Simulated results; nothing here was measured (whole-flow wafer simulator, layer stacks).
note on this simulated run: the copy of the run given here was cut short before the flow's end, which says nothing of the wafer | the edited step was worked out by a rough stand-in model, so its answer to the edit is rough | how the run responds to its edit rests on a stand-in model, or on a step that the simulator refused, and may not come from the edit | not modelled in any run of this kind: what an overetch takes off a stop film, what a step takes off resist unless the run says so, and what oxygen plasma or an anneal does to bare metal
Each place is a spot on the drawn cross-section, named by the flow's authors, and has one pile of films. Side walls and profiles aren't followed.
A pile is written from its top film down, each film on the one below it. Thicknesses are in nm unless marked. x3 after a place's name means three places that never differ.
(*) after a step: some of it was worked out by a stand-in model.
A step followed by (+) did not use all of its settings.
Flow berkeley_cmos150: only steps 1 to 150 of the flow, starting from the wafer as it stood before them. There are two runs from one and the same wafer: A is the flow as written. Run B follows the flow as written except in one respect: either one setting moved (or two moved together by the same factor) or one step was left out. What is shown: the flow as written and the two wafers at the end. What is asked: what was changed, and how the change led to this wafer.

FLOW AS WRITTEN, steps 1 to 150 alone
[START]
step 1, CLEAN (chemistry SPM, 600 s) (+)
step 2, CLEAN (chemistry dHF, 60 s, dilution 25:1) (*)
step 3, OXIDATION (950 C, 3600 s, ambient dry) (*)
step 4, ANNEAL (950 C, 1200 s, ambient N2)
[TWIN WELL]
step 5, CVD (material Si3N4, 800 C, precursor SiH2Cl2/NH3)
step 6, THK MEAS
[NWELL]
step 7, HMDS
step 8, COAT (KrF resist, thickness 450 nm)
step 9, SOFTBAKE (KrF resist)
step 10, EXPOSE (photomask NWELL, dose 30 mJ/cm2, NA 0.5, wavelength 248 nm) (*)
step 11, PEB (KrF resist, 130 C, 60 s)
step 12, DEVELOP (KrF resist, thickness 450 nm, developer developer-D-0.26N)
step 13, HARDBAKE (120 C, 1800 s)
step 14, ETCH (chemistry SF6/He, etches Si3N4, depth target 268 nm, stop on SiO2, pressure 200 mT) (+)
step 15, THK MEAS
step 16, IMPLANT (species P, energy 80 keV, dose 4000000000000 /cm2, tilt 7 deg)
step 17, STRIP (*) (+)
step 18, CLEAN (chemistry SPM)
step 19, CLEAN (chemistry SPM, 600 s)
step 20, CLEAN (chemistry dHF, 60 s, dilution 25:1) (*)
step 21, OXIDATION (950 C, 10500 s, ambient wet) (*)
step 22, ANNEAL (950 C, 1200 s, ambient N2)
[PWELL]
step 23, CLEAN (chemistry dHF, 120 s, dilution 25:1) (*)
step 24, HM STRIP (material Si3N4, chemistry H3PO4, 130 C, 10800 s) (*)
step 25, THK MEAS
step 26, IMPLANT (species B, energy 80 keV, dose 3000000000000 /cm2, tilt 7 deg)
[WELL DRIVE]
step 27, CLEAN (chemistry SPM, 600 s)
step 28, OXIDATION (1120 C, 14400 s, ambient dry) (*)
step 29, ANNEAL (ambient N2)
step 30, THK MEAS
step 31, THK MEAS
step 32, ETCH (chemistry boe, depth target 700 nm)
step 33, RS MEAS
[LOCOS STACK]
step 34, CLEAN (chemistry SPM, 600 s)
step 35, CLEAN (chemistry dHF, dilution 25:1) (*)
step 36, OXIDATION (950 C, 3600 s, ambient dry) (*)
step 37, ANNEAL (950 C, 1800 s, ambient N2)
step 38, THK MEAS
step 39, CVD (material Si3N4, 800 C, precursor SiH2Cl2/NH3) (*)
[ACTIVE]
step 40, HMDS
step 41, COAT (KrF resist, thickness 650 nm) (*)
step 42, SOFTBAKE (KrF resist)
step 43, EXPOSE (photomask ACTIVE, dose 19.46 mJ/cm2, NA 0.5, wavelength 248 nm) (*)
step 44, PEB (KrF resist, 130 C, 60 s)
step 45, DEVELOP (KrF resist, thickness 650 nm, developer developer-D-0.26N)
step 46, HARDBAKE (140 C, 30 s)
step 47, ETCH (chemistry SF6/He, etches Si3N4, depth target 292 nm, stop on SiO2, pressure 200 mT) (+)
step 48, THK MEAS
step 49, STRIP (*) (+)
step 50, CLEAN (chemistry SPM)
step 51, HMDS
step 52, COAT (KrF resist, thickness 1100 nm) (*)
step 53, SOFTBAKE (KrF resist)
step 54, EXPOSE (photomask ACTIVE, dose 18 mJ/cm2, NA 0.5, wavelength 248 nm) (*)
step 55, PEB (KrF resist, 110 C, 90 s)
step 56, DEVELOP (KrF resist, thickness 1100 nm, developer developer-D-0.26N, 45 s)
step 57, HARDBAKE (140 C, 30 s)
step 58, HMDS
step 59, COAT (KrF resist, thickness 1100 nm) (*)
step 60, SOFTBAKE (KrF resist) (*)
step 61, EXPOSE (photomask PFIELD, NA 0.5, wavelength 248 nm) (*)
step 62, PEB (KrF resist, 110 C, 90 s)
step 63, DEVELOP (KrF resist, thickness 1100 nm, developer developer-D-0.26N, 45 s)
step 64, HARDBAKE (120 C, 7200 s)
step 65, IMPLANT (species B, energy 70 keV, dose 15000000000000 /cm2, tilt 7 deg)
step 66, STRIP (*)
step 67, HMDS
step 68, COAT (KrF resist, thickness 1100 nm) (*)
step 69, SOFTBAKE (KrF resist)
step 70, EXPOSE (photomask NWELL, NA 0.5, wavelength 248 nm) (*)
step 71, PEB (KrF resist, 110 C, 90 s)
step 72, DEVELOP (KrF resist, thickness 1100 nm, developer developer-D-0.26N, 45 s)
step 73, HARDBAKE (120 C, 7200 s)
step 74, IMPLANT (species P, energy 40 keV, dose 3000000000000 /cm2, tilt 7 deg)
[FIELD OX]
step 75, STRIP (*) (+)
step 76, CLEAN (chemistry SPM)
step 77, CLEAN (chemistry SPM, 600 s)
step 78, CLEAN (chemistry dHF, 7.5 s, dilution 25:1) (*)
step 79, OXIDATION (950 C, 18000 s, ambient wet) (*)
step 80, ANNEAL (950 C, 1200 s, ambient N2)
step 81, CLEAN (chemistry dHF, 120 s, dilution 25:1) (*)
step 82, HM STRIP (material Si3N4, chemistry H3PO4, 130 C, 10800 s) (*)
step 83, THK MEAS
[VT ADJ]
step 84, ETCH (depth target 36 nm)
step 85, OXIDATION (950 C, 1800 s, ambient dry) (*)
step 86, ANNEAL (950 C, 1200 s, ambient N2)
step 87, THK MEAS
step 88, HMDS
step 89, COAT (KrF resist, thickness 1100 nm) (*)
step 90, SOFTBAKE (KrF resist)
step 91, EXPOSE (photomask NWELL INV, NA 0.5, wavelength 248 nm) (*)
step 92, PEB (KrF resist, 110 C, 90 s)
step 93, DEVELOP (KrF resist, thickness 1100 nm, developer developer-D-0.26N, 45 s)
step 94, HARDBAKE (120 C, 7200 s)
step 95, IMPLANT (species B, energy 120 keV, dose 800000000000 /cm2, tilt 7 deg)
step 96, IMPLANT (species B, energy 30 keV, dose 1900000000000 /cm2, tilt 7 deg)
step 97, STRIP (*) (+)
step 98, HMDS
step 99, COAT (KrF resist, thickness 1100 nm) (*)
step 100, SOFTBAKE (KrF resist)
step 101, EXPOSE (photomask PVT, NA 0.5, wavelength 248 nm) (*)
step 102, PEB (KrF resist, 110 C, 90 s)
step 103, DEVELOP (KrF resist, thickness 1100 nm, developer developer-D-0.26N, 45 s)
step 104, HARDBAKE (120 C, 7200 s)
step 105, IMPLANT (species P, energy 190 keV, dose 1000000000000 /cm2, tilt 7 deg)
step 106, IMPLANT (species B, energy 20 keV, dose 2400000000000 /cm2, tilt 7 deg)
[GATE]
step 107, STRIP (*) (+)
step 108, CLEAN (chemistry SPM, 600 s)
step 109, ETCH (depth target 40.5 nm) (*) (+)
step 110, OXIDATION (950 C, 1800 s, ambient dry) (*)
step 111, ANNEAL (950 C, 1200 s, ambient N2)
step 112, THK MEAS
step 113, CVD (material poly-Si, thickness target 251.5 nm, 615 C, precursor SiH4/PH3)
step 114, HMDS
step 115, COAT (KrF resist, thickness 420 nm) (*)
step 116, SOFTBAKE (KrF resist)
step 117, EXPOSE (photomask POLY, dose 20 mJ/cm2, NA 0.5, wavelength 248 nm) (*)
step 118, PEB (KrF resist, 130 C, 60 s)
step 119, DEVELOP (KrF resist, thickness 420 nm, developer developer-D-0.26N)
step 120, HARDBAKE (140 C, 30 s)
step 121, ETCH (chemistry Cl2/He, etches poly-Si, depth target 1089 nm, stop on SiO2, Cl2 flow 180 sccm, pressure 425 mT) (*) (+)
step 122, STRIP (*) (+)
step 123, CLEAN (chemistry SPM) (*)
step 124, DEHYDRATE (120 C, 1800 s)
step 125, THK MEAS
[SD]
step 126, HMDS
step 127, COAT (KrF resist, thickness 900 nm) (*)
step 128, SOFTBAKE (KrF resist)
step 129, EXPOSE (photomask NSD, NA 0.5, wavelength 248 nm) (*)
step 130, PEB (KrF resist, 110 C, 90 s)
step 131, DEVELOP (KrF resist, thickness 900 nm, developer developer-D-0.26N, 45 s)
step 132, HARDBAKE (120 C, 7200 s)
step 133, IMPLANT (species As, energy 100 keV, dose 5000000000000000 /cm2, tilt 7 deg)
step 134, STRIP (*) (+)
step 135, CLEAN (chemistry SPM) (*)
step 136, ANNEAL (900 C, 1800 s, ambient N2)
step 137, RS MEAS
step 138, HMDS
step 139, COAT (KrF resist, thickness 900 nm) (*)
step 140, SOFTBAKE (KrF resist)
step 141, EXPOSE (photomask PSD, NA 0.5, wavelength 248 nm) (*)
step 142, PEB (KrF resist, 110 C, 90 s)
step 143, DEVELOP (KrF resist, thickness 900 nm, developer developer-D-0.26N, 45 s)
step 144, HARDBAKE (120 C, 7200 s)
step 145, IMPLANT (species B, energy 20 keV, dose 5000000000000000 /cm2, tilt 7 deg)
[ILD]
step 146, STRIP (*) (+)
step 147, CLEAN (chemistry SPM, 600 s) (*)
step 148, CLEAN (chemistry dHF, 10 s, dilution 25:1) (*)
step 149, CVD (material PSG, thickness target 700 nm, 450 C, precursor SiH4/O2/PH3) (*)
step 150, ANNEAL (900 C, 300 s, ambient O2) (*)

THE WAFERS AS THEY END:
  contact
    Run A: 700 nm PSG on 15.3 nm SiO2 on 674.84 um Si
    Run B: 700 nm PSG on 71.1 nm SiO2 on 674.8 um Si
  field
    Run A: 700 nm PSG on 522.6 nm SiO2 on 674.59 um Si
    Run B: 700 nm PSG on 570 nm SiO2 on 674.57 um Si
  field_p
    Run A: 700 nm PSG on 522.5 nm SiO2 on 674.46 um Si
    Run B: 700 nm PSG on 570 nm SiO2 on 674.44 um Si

The reason: step 36, OXIDATION: 1140 C was run, though the flow has 950 C.

How this came from the change, step by step:
  step 36, OXIDATION (950 C, 3600 s, ambient dry) (*)
      field, field_p, sd_n, gate_n, sd_p, gate_p, contact, m1: A SiO2 gains 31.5 (new film), Si loses 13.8 | B SiO2 gains 139.8 (new film), Si loses 61.5
  step 41, COAT (KrF resist, thickness 650 nm) (*)
      field: A KrF resist gains 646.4 (new film) | B KrF resist gains 616.6 (new film)
  step 45, DEVELOP (KrF resist, thickness 650 nm, developer developer-D-0.26N)
      field: A KrF resist loses 645.4 (all of it) | B KrF resist loses 615.7 (all of it)
  step 79, OXIDATION (950 C, 18000 s, ambient wet) (*)
      sd_n: A SiO2 gains 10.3 (new film), Si3N4 loses 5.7, SiO2 gains 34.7, Si loses 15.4 | B SiO2 gains 10.3 (new film), Si3N4 loses 5.7
      field: A SiO2 gains 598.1, Si loses 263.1 | B SiO2 gains 537.5, Si loses 236.5
      (as well as at 1 more place)
  step 84, ETCH (depth target 36 nm)
      gate_n, sd_p, gate_p, contact, m1: A SiO2 loses 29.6 (all of it) | B SiO2 loses 36
  step 85, OXIDATION (950 C, 1800 s, ambient dry) (*)
      gate_n, sd_p, gate_p, contact, m1: A SiO2 gains 20.4 (new film), Si loses 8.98 | B SiO2 gains 6.86, Si loses 3.02
      sd_n: A SiO2 gains 12.2, Si loses 5.35 | B SiO2 gains 6.86, Si loses 3.02
  step 109, ETCH (depth target 40.5 nm) (*) (+)
      gate_n, sd_p, gate_p, contact, m1: A SiO2 loses 20.4 (all of it) | B SiO2 loses 40.5
      sd_n: A SiO2 loses 40.4 (all of it) | B SiO2 loses 40.5
  step 110, OXIDATION (950 C, 1800 s, ambient dry) (*)
      sd_n, gate_n, sd_p, gate_p, contact, m1: A SiO2 gains 20.4 (new film), Si loses 8.98 | B SiO2 gains 7.96, Si loses 3.5
  step 122, STRIP (*) (+)
      gate_n: A chemical SiO2 gains 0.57 (new film), KrF resist loses 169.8 (all of it), poly-Si loses 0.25 | B chemical SiO2 gains 0.57 (new film), KrF resist loses 174.2 (all of it), poly-Si loses 0.25
